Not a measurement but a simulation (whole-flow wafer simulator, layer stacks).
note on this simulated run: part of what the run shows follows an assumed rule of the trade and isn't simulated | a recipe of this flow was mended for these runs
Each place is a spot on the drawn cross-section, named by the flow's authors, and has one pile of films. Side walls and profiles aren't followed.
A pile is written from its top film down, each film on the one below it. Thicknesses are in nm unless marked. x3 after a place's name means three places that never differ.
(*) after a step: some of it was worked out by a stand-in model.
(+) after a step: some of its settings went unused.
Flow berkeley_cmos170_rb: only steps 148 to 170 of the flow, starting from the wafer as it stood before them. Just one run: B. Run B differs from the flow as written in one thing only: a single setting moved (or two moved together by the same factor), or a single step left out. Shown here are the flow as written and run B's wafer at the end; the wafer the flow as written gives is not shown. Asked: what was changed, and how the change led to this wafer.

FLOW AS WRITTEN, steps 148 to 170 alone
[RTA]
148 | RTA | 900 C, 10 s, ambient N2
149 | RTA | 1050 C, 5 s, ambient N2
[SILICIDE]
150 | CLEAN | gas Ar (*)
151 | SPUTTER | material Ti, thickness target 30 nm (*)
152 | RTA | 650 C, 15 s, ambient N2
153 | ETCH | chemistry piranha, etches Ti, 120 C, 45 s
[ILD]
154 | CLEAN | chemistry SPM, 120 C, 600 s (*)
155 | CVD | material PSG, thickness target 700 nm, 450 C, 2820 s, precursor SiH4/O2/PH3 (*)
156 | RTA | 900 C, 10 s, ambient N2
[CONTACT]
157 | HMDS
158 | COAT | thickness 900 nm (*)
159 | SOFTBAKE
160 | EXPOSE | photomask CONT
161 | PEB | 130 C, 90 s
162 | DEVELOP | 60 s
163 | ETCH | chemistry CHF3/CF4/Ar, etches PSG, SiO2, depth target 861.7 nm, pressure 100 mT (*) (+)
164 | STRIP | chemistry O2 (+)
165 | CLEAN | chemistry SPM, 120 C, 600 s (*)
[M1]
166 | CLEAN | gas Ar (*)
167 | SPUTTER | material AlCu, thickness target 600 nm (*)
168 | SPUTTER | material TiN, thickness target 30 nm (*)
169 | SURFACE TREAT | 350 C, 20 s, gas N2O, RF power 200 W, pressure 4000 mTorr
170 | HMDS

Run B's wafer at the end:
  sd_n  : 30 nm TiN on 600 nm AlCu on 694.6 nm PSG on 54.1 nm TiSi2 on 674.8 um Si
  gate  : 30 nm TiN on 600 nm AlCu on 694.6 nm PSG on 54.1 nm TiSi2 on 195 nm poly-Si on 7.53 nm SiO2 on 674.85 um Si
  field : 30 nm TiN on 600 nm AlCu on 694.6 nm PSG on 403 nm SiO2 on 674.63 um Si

The reason: step 150, CLEAN: gas Ar (*), was not run.

Step by step, how the change led to this:
  152 | RTA | 650 C, 15 s, ambient N2
      sd_n, contact, m1: Ti loses 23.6, TiSi first gains 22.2 (new film), TiSi2 C49 gains 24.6 (new film), chemical SiO2 loses 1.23 (all of it), Si loses 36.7 (as written it would have been: Ti loses 23.4, TiSi first gains 6.2 (new film), TiSi2 C49 gains 50.3 (new film), Si loses 49)
      gate: Ti loses 23.6, TiSi first gains 22.2 (new film), TiSi2 C49 gains 24.6 (new film), chemical SiO2 loses 1.23 (all of it), poly-Si loses 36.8 (as written it would have been: Ti loses 23.4, TiSi first gains 6.2 (new film), TiSi2 C49 gains 50.3 (new film), poly-Si loses 49.2)
      (also at 2 further places)
  156 | RTA | 900 C, 10 s, ambient N2
      sd_n, contact, m1: under 1 film: TiSi2 gains 54.1 (new film), TiSi first loses 22.1 (all of it), TiSi2 C49 loses 24.6 (all of it), Si loses 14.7 (as written it would have been: under 1 film: TiSi2 gains 55.9 (new film), TiSi first loses 6.09 (all of it), TiSi2 C49 loses 50.3 (all of it), Si loses 4.05)
      gate: under 1 film: TiSi2 gains 54.1 (new film), TiSi first loses 22.1 (all of it), TiSi2 C49 loses 24.6 (all of it), poly-Si loses 14.7 (as written it would have been: under 1 film: TiSi2 gains 55.9 (new film), TiSi first loses 6.09 (all of it), TiSi2 C49 loses 50.3 (all of it), poly-Si loses 4.06)
      (also at 2 further places)
